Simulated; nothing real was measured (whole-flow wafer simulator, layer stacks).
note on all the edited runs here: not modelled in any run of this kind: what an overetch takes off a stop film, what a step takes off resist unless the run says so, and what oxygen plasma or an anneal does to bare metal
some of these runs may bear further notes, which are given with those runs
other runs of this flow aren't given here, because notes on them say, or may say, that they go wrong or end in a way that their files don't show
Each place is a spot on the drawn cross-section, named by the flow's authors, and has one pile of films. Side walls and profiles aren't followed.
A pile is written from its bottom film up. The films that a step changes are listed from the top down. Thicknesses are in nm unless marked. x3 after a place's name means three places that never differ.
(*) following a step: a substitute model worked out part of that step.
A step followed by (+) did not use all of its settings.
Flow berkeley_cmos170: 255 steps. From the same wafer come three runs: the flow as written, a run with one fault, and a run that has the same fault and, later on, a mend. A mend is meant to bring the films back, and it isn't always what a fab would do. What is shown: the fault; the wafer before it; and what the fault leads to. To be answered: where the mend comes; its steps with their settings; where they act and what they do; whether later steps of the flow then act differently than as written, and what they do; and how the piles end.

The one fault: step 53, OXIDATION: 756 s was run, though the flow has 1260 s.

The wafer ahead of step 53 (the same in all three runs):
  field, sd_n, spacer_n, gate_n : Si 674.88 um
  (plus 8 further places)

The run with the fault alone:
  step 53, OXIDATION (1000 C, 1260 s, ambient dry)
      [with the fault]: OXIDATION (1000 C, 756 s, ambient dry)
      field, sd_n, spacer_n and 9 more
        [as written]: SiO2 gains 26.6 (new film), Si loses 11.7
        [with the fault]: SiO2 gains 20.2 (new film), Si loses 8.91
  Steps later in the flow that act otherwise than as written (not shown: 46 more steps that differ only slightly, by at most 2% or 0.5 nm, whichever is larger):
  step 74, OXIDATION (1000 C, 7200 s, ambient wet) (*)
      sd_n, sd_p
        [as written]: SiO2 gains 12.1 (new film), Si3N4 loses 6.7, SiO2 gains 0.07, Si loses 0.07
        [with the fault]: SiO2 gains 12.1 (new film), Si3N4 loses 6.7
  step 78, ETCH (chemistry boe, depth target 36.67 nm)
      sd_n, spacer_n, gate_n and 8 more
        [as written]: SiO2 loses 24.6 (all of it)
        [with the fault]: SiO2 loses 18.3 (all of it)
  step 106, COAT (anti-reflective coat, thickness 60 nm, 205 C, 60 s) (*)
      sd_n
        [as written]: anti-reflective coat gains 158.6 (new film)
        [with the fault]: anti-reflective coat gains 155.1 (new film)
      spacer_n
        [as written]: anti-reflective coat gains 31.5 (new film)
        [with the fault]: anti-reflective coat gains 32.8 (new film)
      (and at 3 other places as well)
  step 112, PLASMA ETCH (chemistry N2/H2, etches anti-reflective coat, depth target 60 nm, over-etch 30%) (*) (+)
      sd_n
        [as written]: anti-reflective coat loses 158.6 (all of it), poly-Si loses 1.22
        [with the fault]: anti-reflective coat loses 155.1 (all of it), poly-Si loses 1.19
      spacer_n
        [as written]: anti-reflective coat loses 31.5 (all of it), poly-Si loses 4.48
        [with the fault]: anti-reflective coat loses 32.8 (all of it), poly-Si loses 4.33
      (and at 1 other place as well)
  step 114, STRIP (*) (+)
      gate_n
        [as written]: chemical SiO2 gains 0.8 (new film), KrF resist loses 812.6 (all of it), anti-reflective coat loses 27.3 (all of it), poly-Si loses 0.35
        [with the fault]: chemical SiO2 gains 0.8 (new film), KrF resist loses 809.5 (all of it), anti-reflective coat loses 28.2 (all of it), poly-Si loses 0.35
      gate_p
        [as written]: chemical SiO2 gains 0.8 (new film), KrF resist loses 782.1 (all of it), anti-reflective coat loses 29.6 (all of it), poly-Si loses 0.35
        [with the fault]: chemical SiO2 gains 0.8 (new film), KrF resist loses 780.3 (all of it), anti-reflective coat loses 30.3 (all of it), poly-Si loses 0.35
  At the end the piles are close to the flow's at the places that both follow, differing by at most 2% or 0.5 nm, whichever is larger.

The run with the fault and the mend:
  After step 53 comes the mend.
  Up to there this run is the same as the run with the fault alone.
  step 53a, OXIDATION (1000 C, 504 s, ambient dry) (*) (a further turn of the flow's step 53, with different settings)
      field, sd_n, spacer_n and 9 more
        SiO2 gains 6.3, Si loses 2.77
  Later steps of the flow that are run all act as written at every place that is followed.
  At every place that both follow, the piles at the end match the flow's.
